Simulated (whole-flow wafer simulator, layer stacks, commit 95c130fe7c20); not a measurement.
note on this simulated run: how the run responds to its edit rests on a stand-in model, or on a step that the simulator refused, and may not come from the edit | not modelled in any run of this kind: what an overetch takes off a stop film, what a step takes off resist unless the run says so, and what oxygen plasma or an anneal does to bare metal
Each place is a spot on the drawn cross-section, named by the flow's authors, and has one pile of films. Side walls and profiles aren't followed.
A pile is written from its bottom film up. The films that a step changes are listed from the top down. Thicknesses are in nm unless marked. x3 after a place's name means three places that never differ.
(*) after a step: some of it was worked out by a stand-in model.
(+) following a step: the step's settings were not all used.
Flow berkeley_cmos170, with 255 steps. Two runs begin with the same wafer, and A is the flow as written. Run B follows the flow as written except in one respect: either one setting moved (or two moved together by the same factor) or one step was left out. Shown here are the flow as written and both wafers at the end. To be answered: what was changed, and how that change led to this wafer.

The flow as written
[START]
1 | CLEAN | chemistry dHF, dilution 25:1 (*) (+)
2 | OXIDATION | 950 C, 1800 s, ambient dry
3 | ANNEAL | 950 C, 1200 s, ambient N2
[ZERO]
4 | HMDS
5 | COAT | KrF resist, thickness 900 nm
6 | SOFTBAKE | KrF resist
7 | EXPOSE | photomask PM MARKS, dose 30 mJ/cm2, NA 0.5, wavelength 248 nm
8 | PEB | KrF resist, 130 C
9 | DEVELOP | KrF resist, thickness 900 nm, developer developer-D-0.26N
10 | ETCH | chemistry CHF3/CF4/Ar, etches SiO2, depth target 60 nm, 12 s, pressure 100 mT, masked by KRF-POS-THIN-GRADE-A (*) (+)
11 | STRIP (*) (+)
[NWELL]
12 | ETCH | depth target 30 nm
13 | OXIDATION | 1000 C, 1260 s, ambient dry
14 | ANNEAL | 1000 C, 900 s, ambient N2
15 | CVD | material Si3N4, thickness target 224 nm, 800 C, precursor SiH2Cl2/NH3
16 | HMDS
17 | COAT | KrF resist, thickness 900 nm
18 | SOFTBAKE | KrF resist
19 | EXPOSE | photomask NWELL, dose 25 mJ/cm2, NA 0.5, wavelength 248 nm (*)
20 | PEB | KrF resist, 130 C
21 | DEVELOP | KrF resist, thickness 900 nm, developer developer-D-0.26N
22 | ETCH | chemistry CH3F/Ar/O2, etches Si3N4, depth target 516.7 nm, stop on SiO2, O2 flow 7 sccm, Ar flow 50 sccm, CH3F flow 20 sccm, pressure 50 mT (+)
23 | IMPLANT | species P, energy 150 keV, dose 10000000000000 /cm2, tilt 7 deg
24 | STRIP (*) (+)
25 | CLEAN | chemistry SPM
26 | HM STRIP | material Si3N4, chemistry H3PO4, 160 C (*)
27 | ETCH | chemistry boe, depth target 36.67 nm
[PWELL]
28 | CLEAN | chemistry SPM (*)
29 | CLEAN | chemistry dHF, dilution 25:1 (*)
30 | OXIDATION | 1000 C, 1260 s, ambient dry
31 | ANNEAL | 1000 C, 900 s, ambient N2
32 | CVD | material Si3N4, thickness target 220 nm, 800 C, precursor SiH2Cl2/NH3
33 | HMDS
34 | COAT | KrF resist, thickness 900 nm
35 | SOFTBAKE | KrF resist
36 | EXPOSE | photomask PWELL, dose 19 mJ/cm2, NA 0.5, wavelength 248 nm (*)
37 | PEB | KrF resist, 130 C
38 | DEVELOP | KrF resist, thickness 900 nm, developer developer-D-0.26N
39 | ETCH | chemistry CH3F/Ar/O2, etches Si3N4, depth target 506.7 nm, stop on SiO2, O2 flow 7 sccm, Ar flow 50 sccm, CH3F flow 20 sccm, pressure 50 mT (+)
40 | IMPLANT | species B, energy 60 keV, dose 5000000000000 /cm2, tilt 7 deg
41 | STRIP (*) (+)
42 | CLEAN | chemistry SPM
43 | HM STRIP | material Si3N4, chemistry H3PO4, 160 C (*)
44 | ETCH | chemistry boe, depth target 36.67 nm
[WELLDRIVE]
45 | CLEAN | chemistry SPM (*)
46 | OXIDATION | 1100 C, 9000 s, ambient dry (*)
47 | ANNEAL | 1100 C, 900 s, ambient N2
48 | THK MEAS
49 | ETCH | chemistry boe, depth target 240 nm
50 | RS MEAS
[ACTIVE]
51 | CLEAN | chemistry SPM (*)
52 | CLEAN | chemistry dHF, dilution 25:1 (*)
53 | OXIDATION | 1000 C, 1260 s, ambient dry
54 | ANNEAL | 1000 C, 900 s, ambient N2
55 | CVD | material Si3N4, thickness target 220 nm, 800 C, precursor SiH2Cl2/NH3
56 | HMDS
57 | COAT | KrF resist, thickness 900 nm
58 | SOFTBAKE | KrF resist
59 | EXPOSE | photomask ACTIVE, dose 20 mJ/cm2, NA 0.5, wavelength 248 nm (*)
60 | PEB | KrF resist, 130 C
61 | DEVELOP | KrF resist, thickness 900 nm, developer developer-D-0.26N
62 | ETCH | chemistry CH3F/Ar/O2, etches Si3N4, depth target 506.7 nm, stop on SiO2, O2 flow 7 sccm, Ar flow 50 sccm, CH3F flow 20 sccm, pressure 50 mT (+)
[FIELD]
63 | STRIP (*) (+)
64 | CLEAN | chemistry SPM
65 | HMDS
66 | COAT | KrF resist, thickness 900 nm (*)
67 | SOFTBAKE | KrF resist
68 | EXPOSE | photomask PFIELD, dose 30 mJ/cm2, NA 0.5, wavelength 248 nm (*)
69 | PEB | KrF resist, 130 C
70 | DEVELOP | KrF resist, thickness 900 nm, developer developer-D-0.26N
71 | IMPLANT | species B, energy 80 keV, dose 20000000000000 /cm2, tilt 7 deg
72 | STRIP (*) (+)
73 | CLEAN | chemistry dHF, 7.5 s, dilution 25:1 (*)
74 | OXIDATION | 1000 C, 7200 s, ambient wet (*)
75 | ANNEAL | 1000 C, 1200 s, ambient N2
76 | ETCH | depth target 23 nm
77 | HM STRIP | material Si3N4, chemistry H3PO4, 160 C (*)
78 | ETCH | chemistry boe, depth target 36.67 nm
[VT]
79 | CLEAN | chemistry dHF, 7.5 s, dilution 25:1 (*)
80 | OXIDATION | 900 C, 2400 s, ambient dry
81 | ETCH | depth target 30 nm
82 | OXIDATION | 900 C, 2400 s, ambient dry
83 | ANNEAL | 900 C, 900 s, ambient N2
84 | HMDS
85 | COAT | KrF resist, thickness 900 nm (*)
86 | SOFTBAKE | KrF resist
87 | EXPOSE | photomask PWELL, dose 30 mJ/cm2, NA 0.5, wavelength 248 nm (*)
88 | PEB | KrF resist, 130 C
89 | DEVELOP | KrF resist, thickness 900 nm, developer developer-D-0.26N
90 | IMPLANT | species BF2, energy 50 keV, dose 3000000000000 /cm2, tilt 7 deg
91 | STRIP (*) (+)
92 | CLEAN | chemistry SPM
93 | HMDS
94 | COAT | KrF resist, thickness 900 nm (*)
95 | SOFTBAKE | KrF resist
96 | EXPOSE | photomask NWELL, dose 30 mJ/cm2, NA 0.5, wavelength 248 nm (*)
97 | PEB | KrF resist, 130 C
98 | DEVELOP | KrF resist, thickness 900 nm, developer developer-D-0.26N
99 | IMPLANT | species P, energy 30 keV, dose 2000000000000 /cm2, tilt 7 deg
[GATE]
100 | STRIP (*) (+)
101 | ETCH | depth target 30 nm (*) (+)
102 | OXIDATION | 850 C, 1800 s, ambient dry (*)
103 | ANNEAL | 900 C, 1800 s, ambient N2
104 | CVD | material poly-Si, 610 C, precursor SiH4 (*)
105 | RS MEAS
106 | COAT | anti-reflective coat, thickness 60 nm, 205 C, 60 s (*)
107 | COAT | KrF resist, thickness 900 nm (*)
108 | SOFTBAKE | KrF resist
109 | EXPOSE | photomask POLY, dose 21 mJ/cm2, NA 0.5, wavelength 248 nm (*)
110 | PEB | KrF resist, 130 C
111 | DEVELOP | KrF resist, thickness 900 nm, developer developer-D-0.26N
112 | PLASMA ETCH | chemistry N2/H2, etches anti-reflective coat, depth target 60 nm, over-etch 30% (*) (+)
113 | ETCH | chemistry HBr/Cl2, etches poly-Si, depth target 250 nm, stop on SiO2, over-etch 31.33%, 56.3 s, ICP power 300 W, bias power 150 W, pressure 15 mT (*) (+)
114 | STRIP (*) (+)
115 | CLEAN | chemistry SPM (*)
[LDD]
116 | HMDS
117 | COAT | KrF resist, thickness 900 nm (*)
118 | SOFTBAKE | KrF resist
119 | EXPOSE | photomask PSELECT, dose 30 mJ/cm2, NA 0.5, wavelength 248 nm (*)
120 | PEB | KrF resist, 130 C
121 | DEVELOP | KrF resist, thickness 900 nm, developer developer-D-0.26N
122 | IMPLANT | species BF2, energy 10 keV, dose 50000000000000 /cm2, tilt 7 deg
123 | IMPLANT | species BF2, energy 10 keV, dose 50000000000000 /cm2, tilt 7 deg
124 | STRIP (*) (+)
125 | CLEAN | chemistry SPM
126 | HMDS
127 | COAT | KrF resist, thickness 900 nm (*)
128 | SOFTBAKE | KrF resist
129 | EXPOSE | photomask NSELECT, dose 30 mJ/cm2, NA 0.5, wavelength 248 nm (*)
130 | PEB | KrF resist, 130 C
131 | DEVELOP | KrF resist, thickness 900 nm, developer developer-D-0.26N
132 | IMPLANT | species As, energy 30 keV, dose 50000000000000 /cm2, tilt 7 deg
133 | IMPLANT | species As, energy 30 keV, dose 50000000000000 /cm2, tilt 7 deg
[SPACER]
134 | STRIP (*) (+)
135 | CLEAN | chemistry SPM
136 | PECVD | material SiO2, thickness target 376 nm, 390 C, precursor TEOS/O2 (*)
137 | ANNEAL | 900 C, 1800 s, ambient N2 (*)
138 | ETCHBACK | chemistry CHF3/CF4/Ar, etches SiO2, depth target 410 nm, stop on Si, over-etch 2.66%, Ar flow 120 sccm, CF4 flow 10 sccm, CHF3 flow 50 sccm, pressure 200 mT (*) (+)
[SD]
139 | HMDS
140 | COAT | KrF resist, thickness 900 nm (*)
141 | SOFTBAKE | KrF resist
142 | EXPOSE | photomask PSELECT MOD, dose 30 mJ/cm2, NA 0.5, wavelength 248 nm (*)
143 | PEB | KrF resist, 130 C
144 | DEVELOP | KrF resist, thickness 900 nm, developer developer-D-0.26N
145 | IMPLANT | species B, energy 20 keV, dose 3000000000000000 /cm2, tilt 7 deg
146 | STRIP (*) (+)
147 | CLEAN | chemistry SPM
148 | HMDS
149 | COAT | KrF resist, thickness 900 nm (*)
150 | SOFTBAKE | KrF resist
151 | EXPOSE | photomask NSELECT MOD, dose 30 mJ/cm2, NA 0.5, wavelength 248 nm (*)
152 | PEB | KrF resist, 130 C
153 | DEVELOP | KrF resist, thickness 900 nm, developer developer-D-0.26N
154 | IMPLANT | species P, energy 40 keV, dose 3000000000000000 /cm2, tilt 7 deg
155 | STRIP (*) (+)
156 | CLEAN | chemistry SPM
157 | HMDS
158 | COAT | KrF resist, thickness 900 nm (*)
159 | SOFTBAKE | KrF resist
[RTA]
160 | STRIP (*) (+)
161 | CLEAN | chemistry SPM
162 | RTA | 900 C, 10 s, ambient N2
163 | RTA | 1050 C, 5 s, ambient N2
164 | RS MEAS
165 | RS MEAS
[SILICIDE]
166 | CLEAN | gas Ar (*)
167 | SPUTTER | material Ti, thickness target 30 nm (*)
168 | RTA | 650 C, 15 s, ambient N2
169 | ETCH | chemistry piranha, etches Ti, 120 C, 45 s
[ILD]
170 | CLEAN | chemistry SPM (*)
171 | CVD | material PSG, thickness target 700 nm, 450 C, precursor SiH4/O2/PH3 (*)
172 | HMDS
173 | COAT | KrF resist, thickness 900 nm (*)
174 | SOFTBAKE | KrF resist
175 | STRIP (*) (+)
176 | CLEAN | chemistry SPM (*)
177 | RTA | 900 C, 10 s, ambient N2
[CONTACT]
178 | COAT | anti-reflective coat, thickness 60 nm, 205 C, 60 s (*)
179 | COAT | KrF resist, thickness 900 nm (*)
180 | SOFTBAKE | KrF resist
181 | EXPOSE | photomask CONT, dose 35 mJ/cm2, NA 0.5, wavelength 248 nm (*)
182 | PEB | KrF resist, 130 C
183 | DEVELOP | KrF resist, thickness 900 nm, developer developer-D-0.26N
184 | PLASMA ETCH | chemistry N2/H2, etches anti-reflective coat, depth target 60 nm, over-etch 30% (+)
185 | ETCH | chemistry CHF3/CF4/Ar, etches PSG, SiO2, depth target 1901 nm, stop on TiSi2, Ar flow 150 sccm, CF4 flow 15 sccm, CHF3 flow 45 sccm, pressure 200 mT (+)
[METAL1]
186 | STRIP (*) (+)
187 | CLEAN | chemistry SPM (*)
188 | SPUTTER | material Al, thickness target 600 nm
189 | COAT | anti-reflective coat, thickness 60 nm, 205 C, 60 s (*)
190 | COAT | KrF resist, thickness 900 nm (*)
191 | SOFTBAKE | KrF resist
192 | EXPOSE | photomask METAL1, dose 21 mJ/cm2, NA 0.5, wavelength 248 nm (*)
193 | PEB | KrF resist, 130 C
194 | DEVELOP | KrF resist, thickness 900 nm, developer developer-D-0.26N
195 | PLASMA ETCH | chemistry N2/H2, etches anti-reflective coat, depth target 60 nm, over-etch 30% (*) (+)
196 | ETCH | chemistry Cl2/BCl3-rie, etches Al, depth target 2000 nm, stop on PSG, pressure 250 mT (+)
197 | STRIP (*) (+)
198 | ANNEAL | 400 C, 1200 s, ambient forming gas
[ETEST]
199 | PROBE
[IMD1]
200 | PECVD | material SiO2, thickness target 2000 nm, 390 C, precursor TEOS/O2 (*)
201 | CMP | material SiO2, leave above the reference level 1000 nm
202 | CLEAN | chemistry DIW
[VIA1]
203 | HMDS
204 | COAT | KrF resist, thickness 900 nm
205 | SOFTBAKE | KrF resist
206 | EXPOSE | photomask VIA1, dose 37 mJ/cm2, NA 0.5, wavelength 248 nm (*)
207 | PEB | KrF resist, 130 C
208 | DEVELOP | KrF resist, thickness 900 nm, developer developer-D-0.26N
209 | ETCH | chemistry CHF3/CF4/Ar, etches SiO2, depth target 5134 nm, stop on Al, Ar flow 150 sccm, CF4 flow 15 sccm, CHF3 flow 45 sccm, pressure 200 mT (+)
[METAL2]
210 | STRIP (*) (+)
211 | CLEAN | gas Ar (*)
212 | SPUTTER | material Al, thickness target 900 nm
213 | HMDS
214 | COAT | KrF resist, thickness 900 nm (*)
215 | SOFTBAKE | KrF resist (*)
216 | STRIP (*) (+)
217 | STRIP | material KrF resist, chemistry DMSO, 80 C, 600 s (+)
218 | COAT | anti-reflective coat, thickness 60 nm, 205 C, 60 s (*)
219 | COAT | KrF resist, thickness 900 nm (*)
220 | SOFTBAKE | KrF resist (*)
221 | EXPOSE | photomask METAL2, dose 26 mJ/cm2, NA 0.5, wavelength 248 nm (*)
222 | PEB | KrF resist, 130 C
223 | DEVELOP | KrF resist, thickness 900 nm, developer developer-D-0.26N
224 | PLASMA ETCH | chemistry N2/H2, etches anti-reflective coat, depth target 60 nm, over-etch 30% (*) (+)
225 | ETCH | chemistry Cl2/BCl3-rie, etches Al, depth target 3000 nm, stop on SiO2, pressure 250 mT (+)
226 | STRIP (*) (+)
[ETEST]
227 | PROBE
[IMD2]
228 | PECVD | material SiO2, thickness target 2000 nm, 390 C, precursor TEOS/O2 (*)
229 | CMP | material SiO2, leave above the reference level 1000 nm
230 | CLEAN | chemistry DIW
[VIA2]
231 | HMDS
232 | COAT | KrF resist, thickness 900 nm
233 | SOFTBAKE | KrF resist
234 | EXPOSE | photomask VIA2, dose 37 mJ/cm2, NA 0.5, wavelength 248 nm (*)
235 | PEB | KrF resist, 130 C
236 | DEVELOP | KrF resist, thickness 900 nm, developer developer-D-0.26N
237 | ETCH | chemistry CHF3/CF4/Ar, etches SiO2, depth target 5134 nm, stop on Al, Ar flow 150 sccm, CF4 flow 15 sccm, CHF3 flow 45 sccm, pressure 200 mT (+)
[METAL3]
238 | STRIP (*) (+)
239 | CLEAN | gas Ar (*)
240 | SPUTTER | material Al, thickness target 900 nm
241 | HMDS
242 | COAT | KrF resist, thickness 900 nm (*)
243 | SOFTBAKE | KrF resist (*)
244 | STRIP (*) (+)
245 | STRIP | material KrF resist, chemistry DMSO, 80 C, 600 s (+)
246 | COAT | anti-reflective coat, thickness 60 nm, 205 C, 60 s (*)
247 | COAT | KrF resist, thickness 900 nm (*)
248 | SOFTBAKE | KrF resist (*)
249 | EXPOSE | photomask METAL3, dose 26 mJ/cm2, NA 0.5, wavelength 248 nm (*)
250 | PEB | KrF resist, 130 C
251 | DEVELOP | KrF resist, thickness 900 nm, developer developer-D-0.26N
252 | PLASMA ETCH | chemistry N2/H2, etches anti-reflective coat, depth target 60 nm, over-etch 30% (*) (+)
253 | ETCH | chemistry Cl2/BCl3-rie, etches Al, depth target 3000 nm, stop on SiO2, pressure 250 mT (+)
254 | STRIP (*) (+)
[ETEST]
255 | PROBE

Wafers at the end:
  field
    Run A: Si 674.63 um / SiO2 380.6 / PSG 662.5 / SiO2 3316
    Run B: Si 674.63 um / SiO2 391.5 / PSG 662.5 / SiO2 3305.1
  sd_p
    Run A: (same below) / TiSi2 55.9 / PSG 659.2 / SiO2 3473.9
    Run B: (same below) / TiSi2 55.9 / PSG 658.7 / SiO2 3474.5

What caused this: step 78, ETCH: depth target 25.67 nm was run, though the flow has depth target 36.67 nm.

The path from the change to this, step by step:
  78 | ETCH | chemistry boe, depth target 36.67 nm
      field: A SiO2 loses 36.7 | B SiO2 loses 25.7
  106 | COAT | anti-reflective coat, thickness 60 nm, 205 C, 60 s (*)
      field: A anti-reflective coat gains 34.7 (new film) | B anti-reflective coat gains 35.7 (new film)
      sd_n: A anti-reflective coat gains 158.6 (new film) | B anti-reflective coat gains 171.2 (new film)
      (and at 5 other places as well)
  112 | PLASMA ETCH | chemistry N2/H2, etches anti-reflective coat, depth target 60 nm, over-etch 30% (*) (+)
      field: A anti-reflective coat loses 34.7 (all of it), poly-Si loses 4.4 | B anti-reflective coat loses 35.7 (all of it), poly-Si loses 4.79
      sd_n: A anti-reflective coat loses 158.6 (all of it), poly-Si loses 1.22 | B anti-reflective coat loses 171.2 (all of it), poly-Si loses 1.32
      (and at 3 other places as well)
  114 | STRIP (*) (+)
      gate_n: A chemical SiO2 gains 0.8 (new film), KrF resist loses 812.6 (all of it), anti-reflective coat loses 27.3 (all of it), poly-Si loses 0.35 | B chemical SiO2 gains 0.8 (new film), KrF resist loses 823.8 (all of it), anti-reflective coat loses 24.5 (all of it), poly-Si loses 0.35
      gate_p: A chemical SiO2 gains 0.8 (new film), KrF resist loses 782.1 (all of it), anti-reflective coat loses 29.6 (all of it), poly-Si loses 0.35 | B chemical SiO2 gains 0.8 (new film), KrF resist loses 788 (all of it), anti-reflective coat loses 28.2 (all of it), poly-Si loses 0.35
  178 | COAT | anti-reflective coat, thickness 60 nm, 205 C, 60 s (*)
      sd_n: A anti-reflective coat gains 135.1 (new film) | B anti-reflective coat gains 141.7 (new film)
      m2: A anti-reflective coat gains 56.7 (new film) | B anti-reflective coat gains 55.2 (new film)
  186 | STRIP (*) (+)
      sd_n: A KrF resist loses 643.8 (all of it), anti-reflective coat loses 135.1 (all of it) | B KrF resist loses 643.1 (all of it), anti-reflective coat loses 141.7 (all of it)
      m2: A KrF resist loses 689 (all of it), anti-reflective coat loses 56.7 (all of it) | B KrF resist loses 693.2 (all of it), anti-reflective coat loses 55.2 (all of it)
  189 | COAT | anti-reflective coat, thickness 60 nm, 205 C, 60 s (*)
      gate_n: A anti-reflective coat gains 48 (new film) | B anti-reflective coat gains 49 (new film)
      sd_p: A anti-reflective coat gains 86.5 (new film) | B anti-reflective coat gains 88.3 (new film)
      (and at 1 other place as well)
  195 | PLASMA ETCH | chemistry N2/H2, etches anti-reflective coat, depth target 60 nm, over-etch 30% (*) (+)
      contact, m1, via1, m2, via2: A KrF resist loses 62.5 | B KrF resist loses 63.8
      gate_n: A anti-reflective coat loses 48 (all of it) | B anti-reflective coat loses 49 (all of it)
      (and at 1 other place as well)
  197 | STRIP (*) (+)
      m2: A KrF resist loses 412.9 (all of it), anti-reflective coat loses 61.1 (all of it) | B KrF resist loses 416.1 (all of it), anti-reflective coat loses 59.6 (all of it)
  201 | CMP | material SiO2, leave above the reference level 1000 nm
      field: A SiO2 loses 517 | B SiO2 loses 528
